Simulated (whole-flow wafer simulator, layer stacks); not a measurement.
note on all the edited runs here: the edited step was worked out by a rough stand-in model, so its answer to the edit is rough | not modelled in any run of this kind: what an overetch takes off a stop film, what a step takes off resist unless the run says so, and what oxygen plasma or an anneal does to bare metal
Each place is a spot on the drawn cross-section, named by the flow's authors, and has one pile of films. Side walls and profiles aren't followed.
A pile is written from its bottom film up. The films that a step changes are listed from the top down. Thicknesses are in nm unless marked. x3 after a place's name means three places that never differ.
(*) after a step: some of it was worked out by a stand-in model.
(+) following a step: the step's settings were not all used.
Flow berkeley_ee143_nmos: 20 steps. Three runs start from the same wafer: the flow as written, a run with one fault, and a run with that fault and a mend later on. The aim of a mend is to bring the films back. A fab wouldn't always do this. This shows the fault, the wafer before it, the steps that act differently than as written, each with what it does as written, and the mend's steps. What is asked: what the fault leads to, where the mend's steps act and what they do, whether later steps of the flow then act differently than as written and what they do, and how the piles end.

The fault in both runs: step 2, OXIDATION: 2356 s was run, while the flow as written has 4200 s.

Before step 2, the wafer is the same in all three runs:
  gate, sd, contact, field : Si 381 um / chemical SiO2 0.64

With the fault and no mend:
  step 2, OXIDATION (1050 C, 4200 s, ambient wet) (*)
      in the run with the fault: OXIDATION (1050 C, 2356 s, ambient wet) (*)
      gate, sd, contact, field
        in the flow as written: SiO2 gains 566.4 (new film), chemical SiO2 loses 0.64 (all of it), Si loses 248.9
        in the run with the fault: SiO2 gains 398.7 (new film), chemical SiO2 loses 0.64 (all of it), Si loses 175.2
  Steps later in the flow that act otherwise than as written:
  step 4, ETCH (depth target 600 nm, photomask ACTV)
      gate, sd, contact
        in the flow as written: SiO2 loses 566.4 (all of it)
        in the run with the fault: SiO2 loses 398.7 (all of it)
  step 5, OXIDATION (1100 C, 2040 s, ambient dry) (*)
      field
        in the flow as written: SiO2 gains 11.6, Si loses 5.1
        in the run with the fault: SiO2 gains 15.6, Si loses 6.85
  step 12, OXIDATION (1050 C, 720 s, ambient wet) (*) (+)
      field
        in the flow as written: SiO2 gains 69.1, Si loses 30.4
        in the run with the fault: SiO2 gains 90, Si loses 39.6
  The piles end different from the flow's at field by more than 2% or 0.5 nm, whichever is larger.
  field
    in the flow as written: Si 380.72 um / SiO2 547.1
    in the run with the fault: Si 380.78 um / SiO2 404.3

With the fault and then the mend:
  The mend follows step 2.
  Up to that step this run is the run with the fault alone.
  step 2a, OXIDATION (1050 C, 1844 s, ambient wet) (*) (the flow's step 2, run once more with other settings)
      gate, sd, contact, field
        SiO2 gains 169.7, Si loses 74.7
  Later steps of the flow that are run all act as written at every place that is followed, up to a difference of at most 2% or 0.5 nm, whichever is larger.
  At the end the piles are close to the flow's at the places that both follow, differing by at most 2% or 0.5 nm, whichever is larger.
